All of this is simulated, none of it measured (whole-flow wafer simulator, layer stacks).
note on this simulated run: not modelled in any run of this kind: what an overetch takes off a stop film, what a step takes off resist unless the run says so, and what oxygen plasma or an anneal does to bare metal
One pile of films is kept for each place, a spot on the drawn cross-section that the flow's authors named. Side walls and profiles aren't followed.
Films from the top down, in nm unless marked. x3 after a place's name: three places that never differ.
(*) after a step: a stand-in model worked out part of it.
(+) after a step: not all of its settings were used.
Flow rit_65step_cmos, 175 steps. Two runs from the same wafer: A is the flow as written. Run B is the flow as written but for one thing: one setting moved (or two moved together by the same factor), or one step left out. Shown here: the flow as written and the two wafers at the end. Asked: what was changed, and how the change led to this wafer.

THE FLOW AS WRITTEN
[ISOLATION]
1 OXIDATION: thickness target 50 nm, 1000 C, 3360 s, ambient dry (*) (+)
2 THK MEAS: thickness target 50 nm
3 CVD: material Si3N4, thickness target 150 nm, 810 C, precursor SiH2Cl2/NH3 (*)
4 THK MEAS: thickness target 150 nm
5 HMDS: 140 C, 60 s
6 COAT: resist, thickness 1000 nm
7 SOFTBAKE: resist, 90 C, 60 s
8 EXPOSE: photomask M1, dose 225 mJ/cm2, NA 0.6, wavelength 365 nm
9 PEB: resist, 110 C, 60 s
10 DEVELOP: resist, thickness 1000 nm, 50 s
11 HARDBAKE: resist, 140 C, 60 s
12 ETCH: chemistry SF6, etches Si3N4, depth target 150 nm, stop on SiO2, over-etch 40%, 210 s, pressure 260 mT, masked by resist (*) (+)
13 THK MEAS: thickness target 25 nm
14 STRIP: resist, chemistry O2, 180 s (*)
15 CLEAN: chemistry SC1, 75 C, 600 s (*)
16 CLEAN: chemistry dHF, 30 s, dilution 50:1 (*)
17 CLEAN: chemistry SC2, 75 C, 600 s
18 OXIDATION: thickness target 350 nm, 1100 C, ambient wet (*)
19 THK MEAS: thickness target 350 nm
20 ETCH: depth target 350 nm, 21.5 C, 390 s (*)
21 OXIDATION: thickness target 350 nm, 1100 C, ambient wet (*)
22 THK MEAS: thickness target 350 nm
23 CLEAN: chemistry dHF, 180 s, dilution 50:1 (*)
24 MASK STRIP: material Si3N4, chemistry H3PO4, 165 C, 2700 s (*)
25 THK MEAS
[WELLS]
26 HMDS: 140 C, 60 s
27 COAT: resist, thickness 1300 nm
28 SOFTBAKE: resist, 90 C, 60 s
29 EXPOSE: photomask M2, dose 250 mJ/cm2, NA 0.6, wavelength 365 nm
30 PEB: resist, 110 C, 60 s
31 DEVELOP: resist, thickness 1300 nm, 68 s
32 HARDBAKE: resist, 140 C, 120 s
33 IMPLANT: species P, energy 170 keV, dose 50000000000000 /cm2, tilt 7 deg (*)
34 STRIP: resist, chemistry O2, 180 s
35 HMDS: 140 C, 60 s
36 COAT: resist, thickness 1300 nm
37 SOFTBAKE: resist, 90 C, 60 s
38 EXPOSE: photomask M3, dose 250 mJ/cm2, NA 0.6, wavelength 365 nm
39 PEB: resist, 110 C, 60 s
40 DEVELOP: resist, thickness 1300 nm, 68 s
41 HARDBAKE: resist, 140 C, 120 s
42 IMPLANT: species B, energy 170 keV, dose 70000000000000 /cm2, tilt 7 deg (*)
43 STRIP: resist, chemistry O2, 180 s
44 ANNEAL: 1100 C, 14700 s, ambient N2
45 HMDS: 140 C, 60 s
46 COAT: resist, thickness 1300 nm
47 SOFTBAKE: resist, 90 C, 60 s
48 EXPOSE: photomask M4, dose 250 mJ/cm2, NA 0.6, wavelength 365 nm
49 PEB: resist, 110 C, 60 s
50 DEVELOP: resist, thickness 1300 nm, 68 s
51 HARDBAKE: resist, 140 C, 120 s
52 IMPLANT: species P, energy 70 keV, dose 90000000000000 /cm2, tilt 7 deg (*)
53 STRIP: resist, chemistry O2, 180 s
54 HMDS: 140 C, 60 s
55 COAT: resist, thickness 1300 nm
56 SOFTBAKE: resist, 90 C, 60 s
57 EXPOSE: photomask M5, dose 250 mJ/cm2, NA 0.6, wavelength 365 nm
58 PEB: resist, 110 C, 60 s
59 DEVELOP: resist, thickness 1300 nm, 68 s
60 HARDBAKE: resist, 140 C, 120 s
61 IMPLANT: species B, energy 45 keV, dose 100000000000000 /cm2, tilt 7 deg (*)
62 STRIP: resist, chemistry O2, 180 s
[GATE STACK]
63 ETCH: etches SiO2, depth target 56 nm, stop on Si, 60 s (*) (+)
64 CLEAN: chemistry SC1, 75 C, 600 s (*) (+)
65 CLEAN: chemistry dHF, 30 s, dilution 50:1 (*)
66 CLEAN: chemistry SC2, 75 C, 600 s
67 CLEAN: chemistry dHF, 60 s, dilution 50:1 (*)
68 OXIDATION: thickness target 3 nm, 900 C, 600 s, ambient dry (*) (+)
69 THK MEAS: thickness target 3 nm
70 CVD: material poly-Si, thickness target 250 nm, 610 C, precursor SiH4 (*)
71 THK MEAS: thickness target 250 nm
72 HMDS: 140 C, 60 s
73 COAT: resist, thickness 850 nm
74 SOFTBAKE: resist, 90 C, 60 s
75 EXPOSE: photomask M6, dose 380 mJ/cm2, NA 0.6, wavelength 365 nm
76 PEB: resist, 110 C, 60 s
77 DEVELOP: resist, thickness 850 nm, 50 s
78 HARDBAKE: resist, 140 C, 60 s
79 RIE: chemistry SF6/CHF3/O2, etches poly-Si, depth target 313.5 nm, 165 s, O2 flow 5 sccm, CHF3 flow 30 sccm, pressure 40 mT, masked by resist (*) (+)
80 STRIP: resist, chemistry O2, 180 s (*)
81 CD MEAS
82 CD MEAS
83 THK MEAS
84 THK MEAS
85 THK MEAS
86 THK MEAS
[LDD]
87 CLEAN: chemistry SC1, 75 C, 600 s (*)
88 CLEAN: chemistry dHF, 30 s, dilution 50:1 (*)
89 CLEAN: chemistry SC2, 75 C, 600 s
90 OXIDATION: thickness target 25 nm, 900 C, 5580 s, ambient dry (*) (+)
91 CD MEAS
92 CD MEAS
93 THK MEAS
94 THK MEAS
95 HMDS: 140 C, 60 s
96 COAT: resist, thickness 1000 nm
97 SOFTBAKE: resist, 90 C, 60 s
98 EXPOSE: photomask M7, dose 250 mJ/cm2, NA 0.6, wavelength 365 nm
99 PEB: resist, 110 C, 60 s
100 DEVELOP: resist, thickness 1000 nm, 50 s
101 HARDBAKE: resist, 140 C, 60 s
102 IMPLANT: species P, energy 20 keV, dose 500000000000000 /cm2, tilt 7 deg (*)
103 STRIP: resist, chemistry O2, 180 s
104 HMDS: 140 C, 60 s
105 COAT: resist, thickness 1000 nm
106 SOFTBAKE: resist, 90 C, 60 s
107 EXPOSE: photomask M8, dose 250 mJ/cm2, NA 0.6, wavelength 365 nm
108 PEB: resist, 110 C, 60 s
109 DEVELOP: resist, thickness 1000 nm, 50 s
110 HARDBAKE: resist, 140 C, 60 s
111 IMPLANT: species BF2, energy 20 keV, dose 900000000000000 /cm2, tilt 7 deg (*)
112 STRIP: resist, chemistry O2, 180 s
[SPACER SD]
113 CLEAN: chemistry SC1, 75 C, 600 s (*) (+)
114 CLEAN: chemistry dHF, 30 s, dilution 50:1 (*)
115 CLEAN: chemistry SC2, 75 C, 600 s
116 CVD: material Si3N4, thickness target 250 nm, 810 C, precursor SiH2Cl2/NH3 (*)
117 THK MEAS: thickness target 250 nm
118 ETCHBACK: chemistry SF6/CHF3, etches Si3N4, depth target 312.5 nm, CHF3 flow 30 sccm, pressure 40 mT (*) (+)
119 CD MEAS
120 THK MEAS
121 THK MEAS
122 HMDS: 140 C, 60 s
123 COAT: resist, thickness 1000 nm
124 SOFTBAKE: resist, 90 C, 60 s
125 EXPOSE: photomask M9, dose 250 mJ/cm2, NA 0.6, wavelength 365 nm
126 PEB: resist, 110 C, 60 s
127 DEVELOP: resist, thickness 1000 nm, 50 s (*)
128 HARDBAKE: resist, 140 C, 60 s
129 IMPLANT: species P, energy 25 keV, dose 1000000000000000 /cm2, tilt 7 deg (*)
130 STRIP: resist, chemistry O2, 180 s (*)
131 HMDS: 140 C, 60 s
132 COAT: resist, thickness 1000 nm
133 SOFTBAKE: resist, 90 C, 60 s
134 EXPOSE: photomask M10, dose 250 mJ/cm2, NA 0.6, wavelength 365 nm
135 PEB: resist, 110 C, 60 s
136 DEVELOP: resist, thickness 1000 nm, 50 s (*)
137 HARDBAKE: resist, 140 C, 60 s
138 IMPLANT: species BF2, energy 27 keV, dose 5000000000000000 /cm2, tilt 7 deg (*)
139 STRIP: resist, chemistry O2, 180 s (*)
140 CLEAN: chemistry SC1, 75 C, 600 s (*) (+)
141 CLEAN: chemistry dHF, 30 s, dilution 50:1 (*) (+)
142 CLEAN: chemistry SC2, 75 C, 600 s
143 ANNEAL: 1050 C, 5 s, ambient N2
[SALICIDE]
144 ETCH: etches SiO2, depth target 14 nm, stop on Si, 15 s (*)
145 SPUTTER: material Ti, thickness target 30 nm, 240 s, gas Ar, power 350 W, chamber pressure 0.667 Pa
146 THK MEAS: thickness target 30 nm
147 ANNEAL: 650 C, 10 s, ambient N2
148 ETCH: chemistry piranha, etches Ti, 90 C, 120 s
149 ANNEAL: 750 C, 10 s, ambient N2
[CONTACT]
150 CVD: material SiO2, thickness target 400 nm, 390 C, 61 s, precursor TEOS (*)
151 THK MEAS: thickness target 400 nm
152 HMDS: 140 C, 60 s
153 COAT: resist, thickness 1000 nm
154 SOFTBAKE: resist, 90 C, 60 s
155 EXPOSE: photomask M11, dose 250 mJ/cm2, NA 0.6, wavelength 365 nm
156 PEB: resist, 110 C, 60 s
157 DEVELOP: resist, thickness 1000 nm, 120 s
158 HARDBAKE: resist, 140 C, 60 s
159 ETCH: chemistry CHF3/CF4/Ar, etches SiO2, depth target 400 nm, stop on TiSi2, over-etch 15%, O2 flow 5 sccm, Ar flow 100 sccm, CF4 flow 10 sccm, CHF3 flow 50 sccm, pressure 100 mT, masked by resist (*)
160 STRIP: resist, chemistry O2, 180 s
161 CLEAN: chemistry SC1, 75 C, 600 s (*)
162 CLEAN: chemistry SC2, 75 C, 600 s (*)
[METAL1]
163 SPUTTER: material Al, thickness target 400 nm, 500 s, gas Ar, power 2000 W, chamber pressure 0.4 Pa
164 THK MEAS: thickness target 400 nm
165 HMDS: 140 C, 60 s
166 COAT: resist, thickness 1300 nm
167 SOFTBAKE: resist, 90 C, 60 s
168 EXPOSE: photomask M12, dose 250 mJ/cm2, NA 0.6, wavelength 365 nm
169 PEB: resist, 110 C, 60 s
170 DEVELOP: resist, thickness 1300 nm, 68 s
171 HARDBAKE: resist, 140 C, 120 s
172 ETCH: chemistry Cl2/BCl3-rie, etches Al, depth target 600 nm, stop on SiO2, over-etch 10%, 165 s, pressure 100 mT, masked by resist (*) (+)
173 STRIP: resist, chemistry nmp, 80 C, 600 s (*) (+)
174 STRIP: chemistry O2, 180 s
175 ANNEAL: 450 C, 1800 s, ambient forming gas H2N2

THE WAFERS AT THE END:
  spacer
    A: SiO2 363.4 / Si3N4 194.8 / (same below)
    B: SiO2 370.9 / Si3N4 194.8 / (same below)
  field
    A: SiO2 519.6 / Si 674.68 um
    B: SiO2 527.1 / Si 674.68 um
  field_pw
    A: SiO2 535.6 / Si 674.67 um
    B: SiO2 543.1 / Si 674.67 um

The cause: step 163, SPUTTER: power 2300 W was run, where the flow has power 2000 W.

How the change led to this, step by step:
  163 SPUTTER: material Al, thickness target 400 nm, 500 s, gas Ar, power 2000 W, chamber pressure 0.4 Pa
      field, field_pw, field_p, spacer, spacer_p: A Al +400 (new film) | B Al +460 (new film)
      gate_n, gate_p: A Al +396 (new film) | B Al +453.2 (new film)
      (and at 1 more place)
  172 ETCH: chemistry Cl2/BCl3-rie, etches Al, depth target 600 nm, stop on SiO2, over-etch 10%, 165 s, pressure 100 mT, masked by resist (*) (+)
      field, field_pw, field_p, spacer, spacer_p: A Al -400 (all of it), SiO2 -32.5 | B Al -460 (all of it), SiO2 -25
      gate_n, gate_p: A Al -396 (all of it), SiO2 -33 | B Al -453.2 (all of it), SiO2 -25.9
      (and at 1 more place)
